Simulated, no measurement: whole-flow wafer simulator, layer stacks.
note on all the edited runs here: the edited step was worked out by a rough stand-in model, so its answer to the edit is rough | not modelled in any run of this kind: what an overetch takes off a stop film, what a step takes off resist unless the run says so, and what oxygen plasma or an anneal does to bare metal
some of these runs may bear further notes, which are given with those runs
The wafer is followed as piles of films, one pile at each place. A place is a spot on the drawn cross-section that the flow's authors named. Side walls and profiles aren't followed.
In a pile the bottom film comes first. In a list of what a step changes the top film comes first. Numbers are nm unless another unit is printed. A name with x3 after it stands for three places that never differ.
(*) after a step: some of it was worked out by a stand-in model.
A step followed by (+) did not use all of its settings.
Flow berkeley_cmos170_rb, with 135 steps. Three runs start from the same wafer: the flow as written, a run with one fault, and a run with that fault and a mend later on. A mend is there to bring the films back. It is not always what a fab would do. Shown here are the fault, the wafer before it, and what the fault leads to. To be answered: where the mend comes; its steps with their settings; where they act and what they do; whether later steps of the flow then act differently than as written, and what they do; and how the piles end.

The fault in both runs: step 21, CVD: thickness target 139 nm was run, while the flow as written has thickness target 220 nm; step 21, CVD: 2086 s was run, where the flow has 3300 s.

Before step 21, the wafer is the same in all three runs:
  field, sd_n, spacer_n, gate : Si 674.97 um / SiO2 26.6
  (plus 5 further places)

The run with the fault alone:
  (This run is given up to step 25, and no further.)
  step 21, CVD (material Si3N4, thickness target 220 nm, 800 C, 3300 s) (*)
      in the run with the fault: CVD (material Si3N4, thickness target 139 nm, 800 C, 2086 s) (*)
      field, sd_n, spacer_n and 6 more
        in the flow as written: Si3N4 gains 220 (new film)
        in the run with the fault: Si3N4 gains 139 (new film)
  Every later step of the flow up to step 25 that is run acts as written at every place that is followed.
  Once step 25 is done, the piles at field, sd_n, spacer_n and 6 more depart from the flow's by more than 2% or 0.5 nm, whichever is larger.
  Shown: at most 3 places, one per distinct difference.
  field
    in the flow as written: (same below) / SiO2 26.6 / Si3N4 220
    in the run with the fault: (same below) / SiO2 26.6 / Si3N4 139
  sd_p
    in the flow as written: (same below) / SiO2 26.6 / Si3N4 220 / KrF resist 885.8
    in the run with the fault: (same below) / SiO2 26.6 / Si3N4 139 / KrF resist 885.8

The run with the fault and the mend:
  The mend follows step 25.
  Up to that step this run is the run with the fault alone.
  step 25a, STRIP (*) (+)
      sd_p, spacer_p, gate_p, m1
        KrF resist loses 885.8 (all of it)
  step 25b, CLEAN (*) (the flow's step 18 again)
      does not change any film at any place that is followed
  step 25c, CVD (material Si3N4, thickness target 80.96 nm, 800 C, 1214 s) (*) (the flow's step 21 again, with other settings)
      field, sd_n, spacer_n and 6 more
        Si3N4 gains 81
  step 25d, COAT (KrF resist, thickness 900 nm) (the flow's step 22 again)
      field, sd_n, spacer_n and 6 more
        KrF resist gains 900 (new film)
  step 25e, EXPOSE (photomask PWELL) (the flow's step 23 again)
      does not change any film at any place that is followed
  step 25f, PEB (130 C, 60 s) (*) (the flow's step 24 again)
      does not change any film at any place that is followed
  step 25g, DEVELOP (developer developer-D-0.26N, 45 s) (the flow's step 25 again)
      field, sd_n, spacer_n, gate, contact
        KrF resist loses 900 (all of it)
      sd_p, spacer_p, gate_p, m1
        KrF resist loses 14.2
  Every later step of the flow that is run acts as written, at every place that is followed, to within 2% or 0.5 nm, whichever is larger.
  At every place that both follow, the piles at the end match the flow's.
